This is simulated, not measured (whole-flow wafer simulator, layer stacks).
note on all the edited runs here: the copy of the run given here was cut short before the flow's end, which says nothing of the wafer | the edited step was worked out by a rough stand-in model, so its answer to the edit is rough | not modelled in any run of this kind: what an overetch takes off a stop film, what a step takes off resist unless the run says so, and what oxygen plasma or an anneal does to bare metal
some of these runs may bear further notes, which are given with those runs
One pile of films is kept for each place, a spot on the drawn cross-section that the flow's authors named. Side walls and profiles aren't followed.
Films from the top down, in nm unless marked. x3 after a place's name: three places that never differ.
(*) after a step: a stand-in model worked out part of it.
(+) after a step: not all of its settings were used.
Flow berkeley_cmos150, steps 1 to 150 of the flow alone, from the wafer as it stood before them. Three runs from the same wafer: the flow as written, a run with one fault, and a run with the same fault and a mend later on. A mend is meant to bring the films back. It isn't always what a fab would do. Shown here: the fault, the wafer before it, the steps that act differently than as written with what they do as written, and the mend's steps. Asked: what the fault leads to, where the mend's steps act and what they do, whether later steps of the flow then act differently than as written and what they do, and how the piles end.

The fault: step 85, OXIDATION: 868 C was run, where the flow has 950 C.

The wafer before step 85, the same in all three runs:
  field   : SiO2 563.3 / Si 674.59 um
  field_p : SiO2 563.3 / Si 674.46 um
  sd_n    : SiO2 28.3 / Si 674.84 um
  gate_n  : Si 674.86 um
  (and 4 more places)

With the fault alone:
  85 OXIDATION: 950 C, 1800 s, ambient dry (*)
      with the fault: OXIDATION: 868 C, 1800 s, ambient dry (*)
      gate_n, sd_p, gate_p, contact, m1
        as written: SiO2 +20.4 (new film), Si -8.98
        with the fault: SiO2 +9.01 (new film), Si -3.97
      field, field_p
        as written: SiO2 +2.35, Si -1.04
        with the fault: SiO2 +0.59, Si -0.26
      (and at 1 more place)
  Later steps of the flow that act differently than as written (26 more steps differ only slightly, by at most 2% or 0.5 nm, whichever is larger, and aren't shown):
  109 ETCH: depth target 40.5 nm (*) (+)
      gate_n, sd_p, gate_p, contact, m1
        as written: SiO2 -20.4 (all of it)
        with the fault: SiO2 -9.01 (all of it)
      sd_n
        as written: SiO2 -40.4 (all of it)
        with the fault: SiO2 -32.9 (all of it)
  At the end the piles differ from the flow's only slightly at the places that both follow, by at most 2% or 0.5 nm, whichever is larger.

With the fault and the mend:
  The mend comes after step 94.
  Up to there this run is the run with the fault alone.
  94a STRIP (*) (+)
      field_p
        KrF resist -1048 (all of it)
      sd_p
        KrF resist -1276.3 (all of it)
      gate_p
        KrF resist -1250.6 (all of it)
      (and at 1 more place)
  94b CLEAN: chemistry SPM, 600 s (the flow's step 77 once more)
      changes no film at any place that is followed
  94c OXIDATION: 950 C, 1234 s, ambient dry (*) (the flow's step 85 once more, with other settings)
      gate_n, sd_p, gate_p, contact, m1
        SiO2 +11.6, Si -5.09
      field, field_p
        SiO2 +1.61, Si -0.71
      sd_n
        SiO2 +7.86, Si -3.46
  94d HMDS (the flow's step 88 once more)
      changes no film at any place that is followed
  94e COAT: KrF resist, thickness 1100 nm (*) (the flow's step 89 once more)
      field
        KrF resist +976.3 (new film)
      field_p
        KrF resist +1087.9 (new film)
      sd_n
        KrF resist +1242.7 (new film)
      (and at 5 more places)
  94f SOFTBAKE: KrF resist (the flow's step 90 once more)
      changes no film at any place that is followed
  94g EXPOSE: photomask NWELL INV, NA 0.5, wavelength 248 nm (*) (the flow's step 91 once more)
      changes no film at any place that is followed
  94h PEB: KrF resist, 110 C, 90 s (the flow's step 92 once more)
      field
        KrF resist -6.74
      field_p
        KrF resist -7.53
      sd_n
        KrF resist -8.63
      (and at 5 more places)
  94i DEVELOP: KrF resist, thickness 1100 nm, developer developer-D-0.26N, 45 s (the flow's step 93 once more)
      field_p, sd_p, gate_p, m1
        KrF resist -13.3
      field
        KrF resist -969.5 (all of it)
      sd_n
        KrF resist -1234.1 (all of it)
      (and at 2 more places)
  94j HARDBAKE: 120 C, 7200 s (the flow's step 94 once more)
      field_p
        KrF resist -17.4
      sd_p
        KrF resist -21.4
      gate_p
        KrF resist -20.9
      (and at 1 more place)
  No later step of the flow acts differently than as written, at any place that is followed, by more than 2% or 0.5 nm, whichever is larger.
  At the end the piles differ from the flow's only slightly at the places that both follow, by at most 2% or 0.5 nm, whichever is larger.
